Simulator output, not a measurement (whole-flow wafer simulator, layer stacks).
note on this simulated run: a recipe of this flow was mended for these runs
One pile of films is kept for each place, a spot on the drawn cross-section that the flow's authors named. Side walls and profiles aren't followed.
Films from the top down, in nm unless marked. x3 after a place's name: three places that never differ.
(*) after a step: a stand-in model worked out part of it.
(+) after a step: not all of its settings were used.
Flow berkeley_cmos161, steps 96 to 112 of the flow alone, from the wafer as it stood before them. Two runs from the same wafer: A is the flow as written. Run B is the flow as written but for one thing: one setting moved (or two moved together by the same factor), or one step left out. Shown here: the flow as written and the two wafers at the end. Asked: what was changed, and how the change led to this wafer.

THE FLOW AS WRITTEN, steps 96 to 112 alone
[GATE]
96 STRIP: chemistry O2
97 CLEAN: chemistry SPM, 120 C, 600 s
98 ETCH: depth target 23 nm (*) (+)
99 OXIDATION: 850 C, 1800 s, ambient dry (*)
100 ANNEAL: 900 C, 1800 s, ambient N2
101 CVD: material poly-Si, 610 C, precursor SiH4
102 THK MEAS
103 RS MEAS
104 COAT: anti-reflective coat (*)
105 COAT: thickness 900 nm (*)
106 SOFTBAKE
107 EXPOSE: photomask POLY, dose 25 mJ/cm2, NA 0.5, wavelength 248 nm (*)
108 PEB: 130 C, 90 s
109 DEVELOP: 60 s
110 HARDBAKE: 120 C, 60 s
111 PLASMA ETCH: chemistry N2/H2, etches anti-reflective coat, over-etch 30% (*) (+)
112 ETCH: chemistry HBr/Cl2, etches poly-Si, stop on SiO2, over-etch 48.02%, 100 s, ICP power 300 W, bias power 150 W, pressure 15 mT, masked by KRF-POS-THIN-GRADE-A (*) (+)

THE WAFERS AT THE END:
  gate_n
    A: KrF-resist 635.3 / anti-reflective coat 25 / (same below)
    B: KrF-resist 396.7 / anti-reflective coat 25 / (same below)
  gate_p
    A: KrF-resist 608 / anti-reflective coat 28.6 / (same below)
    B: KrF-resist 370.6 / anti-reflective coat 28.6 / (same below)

The cause: step 105, COAT: thickness 631 nm was run, where the flow has thickness 900 nm.

How the change led to this, step by step:
  105 COAT: thickness 900 nm (*)
      field: A KrF-resist +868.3 (new film) | B KrF-resist +601.6 (new film)
      sd_n: A KrF-resist +909.1 (new film) | B KrF-resist +639.3 (new film)
      (and at 7 more places)
  108 PEB: 130 C, 90 s
      spacer_p, gate_p: A KrF-resist -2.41 | B KrF-resist -1.64
      field: A KrF-resist -2.04 | B KrF-resist -1.33
      (and at 6 more places)
  109 DEVELOP: 60 s
      field: A KrF-resist -866.3 (all of it) | B KrF-resist -600.3 (all of it)
      sd_n: A KrF-resist -907 (all of it) | B KrF-resist -637.9 (all of it)
      (and at 5 more places)
  110 HARDBAKE: 120 C, 60 s
      gate_n: A KrF-resist -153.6 | B KrF-resist -111.6
      gate_p: A KrF-resist -148.8 | B KrF-resist -107
